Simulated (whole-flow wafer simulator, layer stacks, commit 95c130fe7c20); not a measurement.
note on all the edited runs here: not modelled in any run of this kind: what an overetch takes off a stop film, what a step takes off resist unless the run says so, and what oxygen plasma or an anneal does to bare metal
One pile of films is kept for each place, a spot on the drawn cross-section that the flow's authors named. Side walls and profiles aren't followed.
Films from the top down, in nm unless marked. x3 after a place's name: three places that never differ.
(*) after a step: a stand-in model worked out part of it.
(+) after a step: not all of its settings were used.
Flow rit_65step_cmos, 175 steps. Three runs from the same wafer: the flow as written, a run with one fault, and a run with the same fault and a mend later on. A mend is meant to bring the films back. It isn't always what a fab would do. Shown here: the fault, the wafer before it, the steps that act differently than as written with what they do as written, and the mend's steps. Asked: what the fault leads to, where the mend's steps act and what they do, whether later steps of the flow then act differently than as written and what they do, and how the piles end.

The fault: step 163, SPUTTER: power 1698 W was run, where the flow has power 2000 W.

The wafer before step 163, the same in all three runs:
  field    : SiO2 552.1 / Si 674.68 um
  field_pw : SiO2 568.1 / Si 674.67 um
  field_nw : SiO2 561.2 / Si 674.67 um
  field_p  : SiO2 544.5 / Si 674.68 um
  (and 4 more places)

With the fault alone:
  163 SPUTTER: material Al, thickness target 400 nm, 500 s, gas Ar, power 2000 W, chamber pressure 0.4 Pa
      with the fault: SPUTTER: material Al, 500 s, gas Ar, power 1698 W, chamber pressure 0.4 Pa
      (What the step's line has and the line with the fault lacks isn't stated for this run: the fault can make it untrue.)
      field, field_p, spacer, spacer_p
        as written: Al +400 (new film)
        with the fault: Al +339.6 (new film)
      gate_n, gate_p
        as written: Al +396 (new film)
        with the fault: Al +339.6 (new film)
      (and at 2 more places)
  Later steps of the flow that act differently than as written (3 more steps differ only slightly, by at most 2% or 0.5 nm, whichever is larger, and aren't shown):
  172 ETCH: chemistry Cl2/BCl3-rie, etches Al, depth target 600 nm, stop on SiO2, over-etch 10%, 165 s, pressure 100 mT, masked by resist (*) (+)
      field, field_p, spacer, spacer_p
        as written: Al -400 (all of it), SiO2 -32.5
        with the fault: Al -339.6 (all of it), SiO2 -40.1
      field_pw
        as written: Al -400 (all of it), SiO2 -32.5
        with the fault: Al -338.4 (all of it), SiO2 -40.2
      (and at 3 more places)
  At the end the piles differ from the flow's by more than 2% or 0.5 nm, whichever is larger, at spacer, spacer_p.
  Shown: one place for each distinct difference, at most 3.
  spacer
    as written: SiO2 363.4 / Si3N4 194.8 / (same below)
    with the fault: SiO2 355.9 / Si3N4 194.8 / (same below)

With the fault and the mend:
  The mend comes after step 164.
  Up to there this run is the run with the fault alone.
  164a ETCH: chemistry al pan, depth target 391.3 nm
      field, field_p, gate_n, gate_p, spacer, spacer_p
        Al -339.6 (all of it)
      field_pw
        Al -338.4 (all of it)
      field_nw
        Al -339 (all of it)
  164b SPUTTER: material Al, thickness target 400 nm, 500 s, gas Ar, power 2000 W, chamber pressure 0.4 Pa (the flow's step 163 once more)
      field, field_pw, field_p, spacer, spacer_p
        Al +400 (new film)
      gate_n, gate_p
        Al +396 (new film)
      field_nw
        Al +397.2 (new film)
  No later step of the flow acts differently than as written at any place that is followed.
  At the end the piles are the same as the flow's at every place that both follow.
